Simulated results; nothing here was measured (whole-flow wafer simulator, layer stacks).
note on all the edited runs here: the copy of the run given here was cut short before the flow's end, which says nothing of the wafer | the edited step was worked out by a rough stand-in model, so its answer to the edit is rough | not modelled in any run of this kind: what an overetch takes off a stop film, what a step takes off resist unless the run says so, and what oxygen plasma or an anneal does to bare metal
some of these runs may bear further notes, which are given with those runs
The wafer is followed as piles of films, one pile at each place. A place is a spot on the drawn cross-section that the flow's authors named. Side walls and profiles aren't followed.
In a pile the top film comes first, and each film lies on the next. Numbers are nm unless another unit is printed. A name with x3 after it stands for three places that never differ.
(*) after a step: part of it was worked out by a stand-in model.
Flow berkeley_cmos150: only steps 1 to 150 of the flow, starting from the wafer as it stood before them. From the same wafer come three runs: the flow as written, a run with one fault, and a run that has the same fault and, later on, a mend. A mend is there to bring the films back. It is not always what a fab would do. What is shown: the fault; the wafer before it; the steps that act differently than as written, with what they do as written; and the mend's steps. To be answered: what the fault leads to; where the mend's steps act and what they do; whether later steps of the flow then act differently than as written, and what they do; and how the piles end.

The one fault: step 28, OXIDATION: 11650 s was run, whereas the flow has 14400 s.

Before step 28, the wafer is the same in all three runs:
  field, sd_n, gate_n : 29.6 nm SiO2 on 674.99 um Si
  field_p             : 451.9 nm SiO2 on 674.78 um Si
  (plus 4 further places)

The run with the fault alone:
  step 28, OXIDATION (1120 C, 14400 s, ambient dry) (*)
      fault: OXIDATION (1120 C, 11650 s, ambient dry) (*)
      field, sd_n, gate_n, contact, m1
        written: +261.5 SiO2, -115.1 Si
        fault: +228.5 SiO2, -100.6 Si
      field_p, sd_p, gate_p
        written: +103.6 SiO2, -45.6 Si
        fault: +85.2 SiO2, -37.5 Si
  Later steps of the flow acting differently than as written (44 more steps, not shown, differ only slightly: by at most 2% or 0.5 nm, whichever is larger):
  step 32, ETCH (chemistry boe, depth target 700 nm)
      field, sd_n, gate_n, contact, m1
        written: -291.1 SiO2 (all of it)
        fault: -258.1 SiO2 (all of it)
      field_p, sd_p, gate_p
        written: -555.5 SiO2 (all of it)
        fault: -537.1 SiO2 (all of it)
  The piles end only slightly different from the flow's at the places that both follow, by no more than 2% or 0.5 nm, whichever is larger.

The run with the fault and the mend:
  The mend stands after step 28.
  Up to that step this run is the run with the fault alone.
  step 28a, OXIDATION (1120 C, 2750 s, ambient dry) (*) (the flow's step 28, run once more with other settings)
      field, sd_n, gate_n, contact, m1
        +33 SiO2, -14.5 Si
      field_p, sd_p, gate_p
        +18.4 SiO2, -8.1 Si
  Every later step of the flow that is run acts as written at every place that is followed.
  The piles end the same as the flow's at every place that both follow.
